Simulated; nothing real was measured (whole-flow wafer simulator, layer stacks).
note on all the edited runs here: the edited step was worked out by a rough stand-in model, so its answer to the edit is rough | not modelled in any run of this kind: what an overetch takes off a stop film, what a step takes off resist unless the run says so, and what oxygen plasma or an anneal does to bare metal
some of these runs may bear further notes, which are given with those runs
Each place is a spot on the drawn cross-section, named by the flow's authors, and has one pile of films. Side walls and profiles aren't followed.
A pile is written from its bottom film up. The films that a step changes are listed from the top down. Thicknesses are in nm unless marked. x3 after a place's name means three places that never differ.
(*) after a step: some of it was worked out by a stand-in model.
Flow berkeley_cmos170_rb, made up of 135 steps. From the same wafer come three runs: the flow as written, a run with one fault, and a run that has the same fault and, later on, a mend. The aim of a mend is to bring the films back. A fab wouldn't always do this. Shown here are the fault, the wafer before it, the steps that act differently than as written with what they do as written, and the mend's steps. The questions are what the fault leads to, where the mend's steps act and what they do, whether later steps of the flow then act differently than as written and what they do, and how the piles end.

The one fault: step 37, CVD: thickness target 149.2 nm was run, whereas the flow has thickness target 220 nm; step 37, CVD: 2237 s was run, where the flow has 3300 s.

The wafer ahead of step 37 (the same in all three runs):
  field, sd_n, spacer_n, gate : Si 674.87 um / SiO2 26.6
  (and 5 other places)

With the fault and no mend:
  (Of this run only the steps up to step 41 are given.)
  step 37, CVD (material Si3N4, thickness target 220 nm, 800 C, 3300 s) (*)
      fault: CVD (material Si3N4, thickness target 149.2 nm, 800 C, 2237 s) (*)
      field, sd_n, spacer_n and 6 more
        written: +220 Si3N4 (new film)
        fault: +149.2 Si3N4 (new film)
  Later steps of the flow up to step 41 that are run all act as written at every place that is followed.
  Once step 41 is done, the piles at field, sd_n, spacer_n and 6 more depart from the flow's by more than 2% or 0.5 nm, whichever is larger.
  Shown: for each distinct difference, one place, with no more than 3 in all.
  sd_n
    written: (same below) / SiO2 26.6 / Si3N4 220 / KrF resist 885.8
    fault: (same below) / SiO2 26.6 / Si3N4 149.2 / KrF resist 885.8
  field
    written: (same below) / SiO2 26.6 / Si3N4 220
    fault: (same below) / SiO2 26.6 / Si3N4 149.2

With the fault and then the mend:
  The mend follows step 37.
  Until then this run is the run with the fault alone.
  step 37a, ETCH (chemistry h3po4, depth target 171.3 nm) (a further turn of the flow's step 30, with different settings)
      field, sd_n, spacer_n and 6 more
        -149.2 Si3N4 (all of it)
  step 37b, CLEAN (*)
      alters no film at any place that is followed
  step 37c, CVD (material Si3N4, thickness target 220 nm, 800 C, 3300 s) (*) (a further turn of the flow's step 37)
      field, sd_n, spacer_n and 6 more
        +220 Si3N4 (new film)
  Later steps of the flow that are run all act as written at every place that is followed.
  By the end, the piles equal the flow's at every place that both follow.
